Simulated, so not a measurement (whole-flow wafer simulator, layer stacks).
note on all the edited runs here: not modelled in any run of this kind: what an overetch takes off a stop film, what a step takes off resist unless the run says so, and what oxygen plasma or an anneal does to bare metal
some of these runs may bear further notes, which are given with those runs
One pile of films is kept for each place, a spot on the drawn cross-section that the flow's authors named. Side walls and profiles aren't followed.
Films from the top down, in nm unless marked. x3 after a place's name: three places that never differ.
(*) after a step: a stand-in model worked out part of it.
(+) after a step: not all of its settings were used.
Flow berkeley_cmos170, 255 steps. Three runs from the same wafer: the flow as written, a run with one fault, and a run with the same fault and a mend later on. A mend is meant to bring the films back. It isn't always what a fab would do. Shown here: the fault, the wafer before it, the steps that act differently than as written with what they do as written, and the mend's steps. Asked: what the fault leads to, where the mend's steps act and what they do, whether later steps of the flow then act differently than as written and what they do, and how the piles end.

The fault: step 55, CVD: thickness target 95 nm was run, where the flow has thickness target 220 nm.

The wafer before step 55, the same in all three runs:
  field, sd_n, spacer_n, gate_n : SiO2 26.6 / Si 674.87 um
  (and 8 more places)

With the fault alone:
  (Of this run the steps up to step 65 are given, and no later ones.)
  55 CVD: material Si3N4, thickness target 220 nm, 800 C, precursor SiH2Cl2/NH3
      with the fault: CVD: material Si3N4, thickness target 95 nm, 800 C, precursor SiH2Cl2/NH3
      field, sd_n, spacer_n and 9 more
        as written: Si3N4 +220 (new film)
        with the fault: Si3N4 +95 (new film)
  Later steps of the flow that act differently than as written:
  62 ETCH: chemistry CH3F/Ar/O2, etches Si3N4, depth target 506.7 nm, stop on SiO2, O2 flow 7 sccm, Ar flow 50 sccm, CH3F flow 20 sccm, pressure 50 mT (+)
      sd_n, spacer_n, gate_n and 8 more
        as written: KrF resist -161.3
        with the fault: KrF resist -78
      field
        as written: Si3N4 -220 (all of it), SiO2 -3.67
        with the fault: Si3N4 -95 (all of it), SiO2 -3.67
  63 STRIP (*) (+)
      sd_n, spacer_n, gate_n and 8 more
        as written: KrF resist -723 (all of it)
        with the fault: KrF resist -806.4 (all of it)
  After step 65 the piles differ from the flow's by more than 2% or 0.5 nm, whichever is larger, at sd_n, spacer_n, gate_n and 8 more.
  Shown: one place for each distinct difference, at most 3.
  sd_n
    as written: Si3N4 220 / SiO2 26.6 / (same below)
    with the fault: Si3N4 95 / SiO2 26.6 / (same below)

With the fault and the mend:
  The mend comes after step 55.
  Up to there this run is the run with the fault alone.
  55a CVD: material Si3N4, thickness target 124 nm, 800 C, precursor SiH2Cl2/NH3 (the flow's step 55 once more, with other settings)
      field, sd_n, spacer_n and 9 more
        Si3N4 +124
  No later step of the flow acts differently than as written, at any place that is followed, by more than 2% or 0.5 nm, whichever is larger.
  At the end the piles are the same as the flow's at every place that both follow.
